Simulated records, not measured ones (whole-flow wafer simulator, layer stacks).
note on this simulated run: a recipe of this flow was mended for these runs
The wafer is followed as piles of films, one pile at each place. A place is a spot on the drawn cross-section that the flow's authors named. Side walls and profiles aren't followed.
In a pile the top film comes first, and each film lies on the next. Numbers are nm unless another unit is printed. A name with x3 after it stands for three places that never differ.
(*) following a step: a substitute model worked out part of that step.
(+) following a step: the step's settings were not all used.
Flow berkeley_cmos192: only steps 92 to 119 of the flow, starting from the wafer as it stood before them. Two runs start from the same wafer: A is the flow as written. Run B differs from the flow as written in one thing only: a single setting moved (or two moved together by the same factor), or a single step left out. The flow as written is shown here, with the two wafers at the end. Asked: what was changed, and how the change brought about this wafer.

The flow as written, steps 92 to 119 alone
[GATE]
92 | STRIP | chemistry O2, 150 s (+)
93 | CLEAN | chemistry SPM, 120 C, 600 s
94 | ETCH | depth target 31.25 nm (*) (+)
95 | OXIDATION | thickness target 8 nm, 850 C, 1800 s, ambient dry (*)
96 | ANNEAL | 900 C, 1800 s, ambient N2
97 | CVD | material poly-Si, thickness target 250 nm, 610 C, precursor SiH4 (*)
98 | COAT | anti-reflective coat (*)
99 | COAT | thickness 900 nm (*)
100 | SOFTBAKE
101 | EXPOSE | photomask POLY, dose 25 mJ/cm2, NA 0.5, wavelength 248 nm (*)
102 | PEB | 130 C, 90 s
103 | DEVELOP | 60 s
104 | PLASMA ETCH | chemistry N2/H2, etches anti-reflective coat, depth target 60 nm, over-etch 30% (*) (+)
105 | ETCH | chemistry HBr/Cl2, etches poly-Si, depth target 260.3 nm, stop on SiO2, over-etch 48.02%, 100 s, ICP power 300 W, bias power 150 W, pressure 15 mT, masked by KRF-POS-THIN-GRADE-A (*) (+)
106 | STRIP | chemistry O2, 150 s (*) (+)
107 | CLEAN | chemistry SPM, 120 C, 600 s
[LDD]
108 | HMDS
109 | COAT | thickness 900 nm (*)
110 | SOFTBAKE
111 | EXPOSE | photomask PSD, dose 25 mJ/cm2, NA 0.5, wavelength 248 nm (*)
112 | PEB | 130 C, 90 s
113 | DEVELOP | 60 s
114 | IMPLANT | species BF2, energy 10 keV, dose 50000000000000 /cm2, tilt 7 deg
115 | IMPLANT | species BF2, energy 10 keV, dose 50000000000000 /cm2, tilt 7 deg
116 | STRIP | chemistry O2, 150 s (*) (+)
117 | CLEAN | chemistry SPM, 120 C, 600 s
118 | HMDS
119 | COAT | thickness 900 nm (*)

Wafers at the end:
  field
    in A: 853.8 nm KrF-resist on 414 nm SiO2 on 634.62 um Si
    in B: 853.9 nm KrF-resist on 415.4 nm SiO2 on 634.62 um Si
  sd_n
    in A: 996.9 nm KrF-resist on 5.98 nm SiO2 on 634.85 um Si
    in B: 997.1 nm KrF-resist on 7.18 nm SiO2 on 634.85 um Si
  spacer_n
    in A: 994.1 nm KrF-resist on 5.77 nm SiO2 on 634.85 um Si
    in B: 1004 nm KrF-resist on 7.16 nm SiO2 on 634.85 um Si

Cause: step 97, CVD: thickness target 325 nm was run, while the flow as written has thickness target 250 nm.

How this came from the change, step by step:
  97 | CVD | material poly-Si, thickness target 250 nm, 610 C, precursor SiH4 (*)
      field, sd_n, spacer_n and 6 more: A +250 poly-Si (new film) | B +325 poly-Si (new film)
  98 | COAT | anti-reflective coat (*)
      field: A +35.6 anti-reflective coat (new film) | B +36.4 anti-reflective coat (new film)
      contact: A +55.4 anti-reflective coat (new film) | B +56.8 anti-reflective coat (new film)
  104 | PLASMA ETCH | chemistry N2/H2, etches anti-reflective coat, depth target 60 nm, over-etch 30% (*) (+)
      field: A -35.6 anti-reflective coat (all of it), -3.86 poly-Si | B -36.4 anti-reflective coat (all of it), -3.93 poly-Si
      contact: A -55.4 anti-reflective coat (all of it), -3.35 poly-Si | B -56.8 anti-reflective coat (all of it), -3.41 poly-Si
  105 | ETCH | chemistry HBr/Cl2, etches poly-Si, depth target 260.3 nm, stop on SiO2, over-etch 48.02%, 100 s, ICP power 300 W, bias power 150 W, pressure 15 mT, masked by KRF-POS-THIN-GRADE-A (*) (+)
      spacer_n, spacer_p: A -246.2 poly-Si (all of it), -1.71 SiO2 | B -321.1 poly-Si (all of it), -0.32 SiO2
      field: A -246.1 poly-Si (all of it), -1.71 SiO2 | B -321.1 poly-Si (all of it), -0.32 SiO2
      (and at 4 other places as well)
  109 | COAT | thickness 900 nm (*)
      gate: A +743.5 KrF-resist (new film) | B +680.6 KrF-resist (new film)
      gate_p: A +739.8 KrF-resist (new film) | B +677 KrF-resist (new film)
  113 | DEVELOP | 60 s
      gate_p: A -738.2 KrF-resist (all of it) | B -675.6 KrF-resist (all of it)
  116 | STRIP | chemistry O2, 150 s (*) (+)
      gate: A -727 KrF-resist (all of it), +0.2 chemical SiO2, -0.09 poly-Si | B -664.3 KrF-resist (all of it), +0.2 chemical SiO2, -0.09 poly-Si
  119 | COAT | thickness 900 nm (*)
      gate: A +743.4 KrF-resist (new film) | B +680.5 KrF-resist (new film)
      gate_p: A +739.7 KrF-resist (new film) | B +676.9 KrF-resist (new film)
